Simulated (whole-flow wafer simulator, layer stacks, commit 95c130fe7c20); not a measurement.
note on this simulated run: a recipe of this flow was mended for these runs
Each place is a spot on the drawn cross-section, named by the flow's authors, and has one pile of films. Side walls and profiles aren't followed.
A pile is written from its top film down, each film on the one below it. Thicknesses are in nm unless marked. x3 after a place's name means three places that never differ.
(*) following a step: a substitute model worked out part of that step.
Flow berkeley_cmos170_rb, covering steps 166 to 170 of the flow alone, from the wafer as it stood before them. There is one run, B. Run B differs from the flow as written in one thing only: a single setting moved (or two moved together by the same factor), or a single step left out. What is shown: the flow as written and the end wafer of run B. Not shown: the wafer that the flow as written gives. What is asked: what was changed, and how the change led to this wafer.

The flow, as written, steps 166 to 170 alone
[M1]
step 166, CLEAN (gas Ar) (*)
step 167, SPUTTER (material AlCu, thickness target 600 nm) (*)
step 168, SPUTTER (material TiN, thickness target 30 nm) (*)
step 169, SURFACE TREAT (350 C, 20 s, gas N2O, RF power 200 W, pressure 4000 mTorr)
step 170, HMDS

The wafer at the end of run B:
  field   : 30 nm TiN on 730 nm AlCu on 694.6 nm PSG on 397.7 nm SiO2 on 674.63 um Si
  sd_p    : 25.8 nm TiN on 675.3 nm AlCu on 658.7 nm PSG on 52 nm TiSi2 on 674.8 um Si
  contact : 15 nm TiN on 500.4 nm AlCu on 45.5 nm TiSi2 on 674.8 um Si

Cause: step 167, SPUTTER: thickness target 730 nm was run, while the flow as written has thickness target 600 nm.
The wafer lets one read it off: field has AlCu 730, and step 167 as written asks for 600 nm.

Step by step, how the change led to this:
  step 167, SPUTTER (material AlCu, thickness target 600 nm) (*)
      field, sd_n, spacer_n, gate, spacer_p, gate_p, m1: AlCu gains 730 (new film) (as written it would have been: AlCu gains 600 (new film))
      sd_p: AlCu gains 675.3 (new film) (as written it would have been: AlCu gains 549.6 (new film))
      (and at 1 other place as well)
  step 168, SPUTTER (material TiN, thickness target 30 nm) (*)
      contact: TiN gains 15 (new film) (as written it would have been: TiN gains 16.3 (new film))
